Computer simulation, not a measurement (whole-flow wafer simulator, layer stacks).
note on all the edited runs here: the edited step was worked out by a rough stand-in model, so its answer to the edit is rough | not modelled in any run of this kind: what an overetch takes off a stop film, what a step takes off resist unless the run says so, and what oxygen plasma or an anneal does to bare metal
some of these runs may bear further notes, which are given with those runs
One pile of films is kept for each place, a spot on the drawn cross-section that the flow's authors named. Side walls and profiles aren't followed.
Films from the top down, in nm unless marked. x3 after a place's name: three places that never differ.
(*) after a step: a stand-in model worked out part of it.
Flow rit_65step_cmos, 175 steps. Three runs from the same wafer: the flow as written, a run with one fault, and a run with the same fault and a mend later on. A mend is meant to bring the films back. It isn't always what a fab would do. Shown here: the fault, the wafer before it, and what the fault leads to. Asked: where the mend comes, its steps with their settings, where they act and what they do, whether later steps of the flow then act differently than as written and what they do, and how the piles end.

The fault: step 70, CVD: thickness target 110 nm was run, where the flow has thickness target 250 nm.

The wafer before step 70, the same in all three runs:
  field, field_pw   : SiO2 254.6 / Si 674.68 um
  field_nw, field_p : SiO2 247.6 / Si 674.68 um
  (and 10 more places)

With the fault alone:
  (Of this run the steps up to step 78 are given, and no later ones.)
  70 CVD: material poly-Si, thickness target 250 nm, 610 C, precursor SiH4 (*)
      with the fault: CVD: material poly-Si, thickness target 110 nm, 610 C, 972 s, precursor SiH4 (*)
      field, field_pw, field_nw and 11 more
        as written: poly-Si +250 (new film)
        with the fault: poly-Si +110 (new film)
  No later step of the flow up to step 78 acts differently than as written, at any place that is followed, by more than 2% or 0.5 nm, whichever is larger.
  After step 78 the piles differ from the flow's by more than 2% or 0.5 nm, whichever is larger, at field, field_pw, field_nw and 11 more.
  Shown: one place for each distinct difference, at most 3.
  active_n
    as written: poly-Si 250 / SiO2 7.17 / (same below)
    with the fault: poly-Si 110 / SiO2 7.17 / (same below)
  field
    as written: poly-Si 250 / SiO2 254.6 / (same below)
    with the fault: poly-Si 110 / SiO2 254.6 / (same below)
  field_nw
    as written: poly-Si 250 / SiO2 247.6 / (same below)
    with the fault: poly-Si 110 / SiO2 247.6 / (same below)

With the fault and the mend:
  The mend comes after step 71.
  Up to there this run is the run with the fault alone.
  71a CVD: material poly-Si, thickness target 140 nm, 610 C, precursor SiH4 (*) (the flow's step 70 once more, with other settings)
      field, field_pw, field_nw and 11 more
        poly-Si +140
  No later step of the flow acts differently than as written at any place that is followed.
  At the end the piles are the same as the flow's at every place that both follow.
